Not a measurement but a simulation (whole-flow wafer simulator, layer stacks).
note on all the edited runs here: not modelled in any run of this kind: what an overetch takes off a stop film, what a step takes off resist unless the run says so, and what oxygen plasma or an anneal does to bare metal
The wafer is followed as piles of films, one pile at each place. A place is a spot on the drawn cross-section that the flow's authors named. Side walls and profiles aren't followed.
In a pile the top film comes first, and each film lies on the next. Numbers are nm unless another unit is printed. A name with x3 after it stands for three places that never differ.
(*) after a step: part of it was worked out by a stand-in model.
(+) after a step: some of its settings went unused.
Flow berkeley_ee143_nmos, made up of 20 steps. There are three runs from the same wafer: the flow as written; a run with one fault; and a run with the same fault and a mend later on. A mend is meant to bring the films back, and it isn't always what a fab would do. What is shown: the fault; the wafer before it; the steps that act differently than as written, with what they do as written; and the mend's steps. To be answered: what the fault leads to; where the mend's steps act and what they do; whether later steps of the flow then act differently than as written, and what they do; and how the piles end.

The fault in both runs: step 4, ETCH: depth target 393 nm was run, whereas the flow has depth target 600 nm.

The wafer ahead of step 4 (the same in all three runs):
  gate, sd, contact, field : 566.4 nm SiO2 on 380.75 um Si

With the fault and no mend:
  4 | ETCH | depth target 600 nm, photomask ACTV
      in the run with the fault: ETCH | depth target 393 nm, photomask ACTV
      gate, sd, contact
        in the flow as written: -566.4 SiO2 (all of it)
        in the run with the fault: -393 SiO2
  Later steps of the flow acting differently than as written:
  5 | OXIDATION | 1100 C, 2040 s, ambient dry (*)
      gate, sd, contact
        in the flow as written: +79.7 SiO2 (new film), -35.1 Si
        in the run with the fault: +28.3 SiO2, -12.5 Si
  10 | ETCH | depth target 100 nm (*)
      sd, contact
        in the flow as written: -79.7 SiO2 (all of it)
        in the run with the fault: -100 SiO2
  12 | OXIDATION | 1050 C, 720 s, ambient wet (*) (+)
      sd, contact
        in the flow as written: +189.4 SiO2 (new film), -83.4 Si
        in the run with the fault: +142.3 SiO2, -62.6 Si
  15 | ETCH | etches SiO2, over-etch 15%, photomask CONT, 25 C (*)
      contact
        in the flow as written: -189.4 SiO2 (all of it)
        in the run with the fault: -244 SiO2 (all of it)
  At gate, sd, the piles at the end differ from the flow's by more than 2% or 0.5 nm, whichever is larger.
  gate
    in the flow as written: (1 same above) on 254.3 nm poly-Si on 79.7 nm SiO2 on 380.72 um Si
    in the run with the fault: (1 same above) on 254.3 nm poly-Si on 201.7 nm SiO2 on 380.74 um Si
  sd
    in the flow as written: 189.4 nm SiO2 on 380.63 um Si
    in the run with the fault: 244 nm SiO2 on 380.68 um Si

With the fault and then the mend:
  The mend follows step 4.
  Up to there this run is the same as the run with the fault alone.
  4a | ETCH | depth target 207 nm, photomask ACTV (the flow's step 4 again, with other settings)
      gate, sd, contact
        -173.4 SiO2 (all of it)
  None of the later steps of the flow acts differently than as written at any place that is followed.
  At every place that both follow, the piles at the end match the flow's.
